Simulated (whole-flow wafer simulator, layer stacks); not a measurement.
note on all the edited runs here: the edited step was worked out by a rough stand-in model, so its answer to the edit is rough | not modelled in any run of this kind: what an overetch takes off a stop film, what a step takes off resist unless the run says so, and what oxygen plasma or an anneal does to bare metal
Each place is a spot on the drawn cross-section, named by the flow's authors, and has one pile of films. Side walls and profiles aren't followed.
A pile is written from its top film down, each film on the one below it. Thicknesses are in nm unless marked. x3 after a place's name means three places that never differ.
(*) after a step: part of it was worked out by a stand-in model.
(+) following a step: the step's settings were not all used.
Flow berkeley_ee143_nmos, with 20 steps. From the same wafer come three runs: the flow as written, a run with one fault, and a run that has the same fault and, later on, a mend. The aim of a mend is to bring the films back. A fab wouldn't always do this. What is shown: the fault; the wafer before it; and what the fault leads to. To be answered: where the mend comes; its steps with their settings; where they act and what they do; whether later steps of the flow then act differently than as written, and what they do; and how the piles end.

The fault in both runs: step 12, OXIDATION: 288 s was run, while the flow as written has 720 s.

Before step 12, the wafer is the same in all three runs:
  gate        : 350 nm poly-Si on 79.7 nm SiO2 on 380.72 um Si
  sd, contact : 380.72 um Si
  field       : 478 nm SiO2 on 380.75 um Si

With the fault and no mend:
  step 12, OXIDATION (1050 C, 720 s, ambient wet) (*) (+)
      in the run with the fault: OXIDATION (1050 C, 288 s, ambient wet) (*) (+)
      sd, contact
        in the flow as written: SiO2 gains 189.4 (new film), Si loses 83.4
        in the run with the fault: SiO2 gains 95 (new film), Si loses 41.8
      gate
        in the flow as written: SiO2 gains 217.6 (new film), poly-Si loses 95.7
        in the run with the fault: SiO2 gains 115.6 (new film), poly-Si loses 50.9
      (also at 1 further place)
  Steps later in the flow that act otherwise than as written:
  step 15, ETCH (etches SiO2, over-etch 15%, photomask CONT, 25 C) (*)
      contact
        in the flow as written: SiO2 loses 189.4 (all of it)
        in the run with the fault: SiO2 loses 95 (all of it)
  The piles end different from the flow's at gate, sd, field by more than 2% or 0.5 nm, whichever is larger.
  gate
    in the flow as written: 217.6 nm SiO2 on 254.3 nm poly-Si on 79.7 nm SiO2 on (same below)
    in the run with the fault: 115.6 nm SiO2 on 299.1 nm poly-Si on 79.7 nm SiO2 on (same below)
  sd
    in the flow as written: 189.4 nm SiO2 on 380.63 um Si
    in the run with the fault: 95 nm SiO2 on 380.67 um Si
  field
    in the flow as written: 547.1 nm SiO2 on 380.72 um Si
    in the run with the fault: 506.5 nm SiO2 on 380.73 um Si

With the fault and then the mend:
  The mend follows step 12.
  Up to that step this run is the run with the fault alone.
  step 12a, OXIDATION (1050 C, 432 s, ambient wet) (*) (+) (the flow's step 12 again, with other settings)
      sd, contact
        SiO2 gains 94.4, Si loses 41.6
      gate
        SiO2 gains 102, poly-Si loses 44.9
      field
        SiO2 gains 40.6, Si loses 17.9
  Later steps of the flow that are run all act as written at every place that is followed.
  At every place that both follow, the piles at the end match the flow's.
